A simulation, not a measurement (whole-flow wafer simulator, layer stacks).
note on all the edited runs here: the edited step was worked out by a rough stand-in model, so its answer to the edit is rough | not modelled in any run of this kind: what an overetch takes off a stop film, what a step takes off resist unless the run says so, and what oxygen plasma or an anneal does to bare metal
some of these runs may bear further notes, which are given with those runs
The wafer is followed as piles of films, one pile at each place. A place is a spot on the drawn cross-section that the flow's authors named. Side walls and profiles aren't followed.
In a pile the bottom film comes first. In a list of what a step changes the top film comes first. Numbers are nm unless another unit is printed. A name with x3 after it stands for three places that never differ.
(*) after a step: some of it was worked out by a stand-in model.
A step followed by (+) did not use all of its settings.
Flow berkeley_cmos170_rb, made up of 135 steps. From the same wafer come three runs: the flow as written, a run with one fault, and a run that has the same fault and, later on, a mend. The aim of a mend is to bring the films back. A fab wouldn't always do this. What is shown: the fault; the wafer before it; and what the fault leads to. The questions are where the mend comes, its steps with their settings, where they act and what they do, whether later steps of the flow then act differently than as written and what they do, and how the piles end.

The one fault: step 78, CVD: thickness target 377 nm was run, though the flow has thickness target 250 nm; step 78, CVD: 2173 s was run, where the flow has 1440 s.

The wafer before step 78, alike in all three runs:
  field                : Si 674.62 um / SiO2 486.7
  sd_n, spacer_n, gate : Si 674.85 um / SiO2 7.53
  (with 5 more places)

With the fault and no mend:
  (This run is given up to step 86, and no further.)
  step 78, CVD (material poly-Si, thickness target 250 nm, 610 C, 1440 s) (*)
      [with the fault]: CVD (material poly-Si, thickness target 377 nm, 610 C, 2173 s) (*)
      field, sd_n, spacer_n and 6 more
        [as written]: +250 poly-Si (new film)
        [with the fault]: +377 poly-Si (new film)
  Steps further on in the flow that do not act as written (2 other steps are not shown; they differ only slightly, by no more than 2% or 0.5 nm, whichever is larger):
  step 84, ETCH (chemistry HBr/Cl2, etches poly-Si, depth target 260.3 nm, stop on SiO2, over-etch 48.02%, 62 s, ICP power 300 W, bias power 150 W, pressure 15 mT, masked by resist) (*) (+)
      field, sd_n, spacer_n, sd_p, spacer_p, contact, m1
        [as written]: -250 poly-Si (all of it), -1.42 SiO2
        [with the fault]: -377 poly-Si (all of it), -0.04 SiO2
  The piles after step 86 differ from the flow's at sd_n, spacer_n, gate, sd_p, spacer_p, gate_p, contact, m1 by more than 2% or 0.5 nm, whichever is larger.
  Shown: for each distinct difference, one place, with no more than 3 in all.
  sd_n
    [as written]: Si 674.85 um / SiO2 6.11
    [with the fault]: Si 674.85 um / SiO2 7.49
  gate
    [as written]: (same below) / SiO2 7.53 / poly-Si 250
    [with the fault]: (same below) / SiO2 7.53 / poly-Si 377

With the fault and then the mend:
  The mend stands after step 78.
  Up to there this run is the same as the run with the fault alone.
  step 78a, ETCH (chemistry tmah, depth target 433.6 nm)
      field, sd_n, spacer_n and 6 more
        -377 poly-Si (all of it)
  step 78b, CLEAN (*) (the flow's step 74 again)
      does not change any film at any place that is followed
  step 78c, CVD (material poly-Si, thickness target 250 nm, 610 C, 1440 s) (*) (the flow's step 78 again)
      field, sd_n, spacer_n and 6 more
        +250 poly-Si (new film)
  Later steps of the flow that are run all act as written at every place that is followed.
  The piles end the same as the flow's at every place that both follow.
